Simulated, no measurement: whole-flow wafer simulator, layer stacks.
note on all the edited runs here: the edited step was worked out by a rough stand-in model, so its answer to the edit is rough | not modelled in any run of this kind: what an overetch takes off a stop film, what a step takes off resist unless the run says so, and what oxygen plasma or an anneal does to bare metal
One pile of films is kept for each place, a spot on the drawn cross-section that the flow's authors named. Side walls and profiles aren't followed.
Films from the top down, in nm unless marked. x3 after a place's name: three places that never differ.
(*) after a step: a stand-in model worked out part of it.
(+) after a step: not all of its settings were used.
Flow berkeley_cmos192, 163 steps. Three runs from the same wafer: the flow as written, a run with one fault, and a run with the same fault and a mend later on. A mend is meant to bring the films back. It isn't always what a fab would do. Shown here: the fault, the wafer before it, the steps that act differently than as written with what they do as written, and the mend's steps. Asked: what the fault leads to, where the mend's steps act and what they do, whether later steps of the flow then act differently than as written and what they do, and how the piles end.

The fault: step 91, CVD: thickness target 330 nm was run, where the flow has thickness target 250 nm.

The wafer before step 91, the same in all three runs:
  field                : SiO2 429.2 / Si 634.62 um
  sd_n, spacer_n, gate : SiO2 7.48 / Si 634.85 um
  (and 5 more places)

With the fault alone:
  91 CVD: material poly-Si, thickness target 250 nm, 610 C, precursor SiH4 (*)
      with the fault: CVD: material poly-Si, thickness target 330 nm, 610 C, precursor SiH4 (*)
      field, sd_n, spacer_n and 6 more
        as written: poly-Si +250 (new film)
        with the fault: poly-Si +330 (new film)
  Later steps of the flow that act differently than as written (15 more steps differ only slightly, by at most 2% or 0.5 nm, whichever is larger, and aren't shown):
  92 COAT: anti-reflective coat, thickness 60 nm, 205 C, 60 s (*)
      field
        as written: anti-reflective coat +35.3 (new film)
        with the fault: anti-reflective coat +36.7 (new film)
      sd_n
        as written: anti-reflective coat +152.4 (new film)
        with the fault: anti-reflective coat +156.1 (new film)
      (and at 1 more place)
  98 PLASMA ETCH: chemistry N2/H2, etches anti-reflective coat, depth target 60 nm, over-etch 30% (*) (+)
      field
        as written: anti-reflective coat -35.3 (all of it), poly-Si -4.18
        with the fault: anti-reflective coat -36.7 (all of it), poly-Si -4.26
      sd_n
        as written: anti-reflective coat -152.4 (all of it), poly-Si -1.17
        with the fault: anti-reflective coat -156.1 (all of it), poly-Si -1.2
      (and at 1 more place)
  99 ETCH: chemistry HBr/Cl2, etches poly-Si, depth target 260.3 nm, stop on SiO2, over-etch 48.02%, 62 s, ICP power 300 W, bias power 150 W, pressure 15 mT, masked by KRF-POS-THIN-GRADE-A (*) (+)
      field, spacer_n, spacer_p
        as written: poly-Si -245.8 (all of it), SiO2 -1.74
        with the fault: poly-Si -325.7 (all of it), SiO2 -0.3
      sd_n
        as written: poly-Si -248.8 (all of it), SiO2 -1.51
        with the fault: poly-Si -328.8 (all of it), SiO2 -0.28
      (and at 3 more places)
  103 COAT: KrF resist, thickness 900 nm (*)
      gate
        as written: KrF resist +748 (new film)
        with the fault: KrF resist +680.9 (new film)
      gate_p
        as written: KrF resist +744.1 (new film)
        with the fault: KrF resist +677 (new film)
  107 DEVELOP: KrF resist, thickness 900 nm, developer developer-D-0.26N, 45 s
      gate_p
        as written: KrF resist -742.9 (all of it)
        with the fault: KrF resist -676 (all of it)
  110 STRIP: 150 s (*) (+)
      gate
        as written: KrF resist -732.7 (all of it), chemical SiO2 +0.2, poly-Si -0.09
        with the fault: KrF resist -665.7 (all of it), chemical SiO2 +0.2, poly-Si -0.09
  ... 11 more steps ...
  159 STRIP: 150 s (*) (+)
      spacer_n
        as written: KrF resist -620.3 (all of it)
        with the fault: KrF resist -577.1 (all of it)
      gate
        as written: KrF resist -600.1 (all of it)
        with the fault: KrF resist -562.1 (all of it)
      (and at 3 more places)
  At the end the piles differ from the flow's by more than 2% or 0.5 nm, whichever is larger, at spacer_n, gate, spacer_p, gate_p.
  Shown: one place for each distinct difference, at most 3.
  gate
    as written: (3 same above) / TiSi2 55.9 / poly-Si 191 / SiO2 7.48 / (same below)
    with the fault: (3 same above) / TiSi2 55.9 / poly-Si 271 / SiO2 7.48 / (same below)
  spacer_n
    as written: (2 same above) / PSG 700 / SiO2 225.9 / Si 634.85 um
    with the fault: (2 same above) / PSG 700 / SiO2 305.9 / Si 634.85 um
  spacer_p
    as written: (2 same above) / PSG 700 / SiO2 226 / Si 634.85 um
    with the fault: (2 same above) / PSG 700 / SiO2 306 / Si 634.85 um

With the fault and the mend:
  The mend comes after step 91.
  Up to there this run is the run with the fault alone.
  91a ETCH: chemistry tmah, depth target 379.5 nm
      field, sd_n, spacer_n and 6 more
        poly-Si -330 (all of it)
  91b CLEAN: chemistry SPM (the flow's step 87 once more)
      changes no film at any place that is followed
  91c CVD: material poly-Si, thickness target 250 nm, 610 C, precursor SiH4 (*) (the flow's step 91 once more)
      field, sd_n, spacer_n and 6 more
        poly-Si +250 (new film)
  No later step of the flow acts differently than as written at any place that is followed.
  At the end the piles are the same as the flow's at every place that both follow.
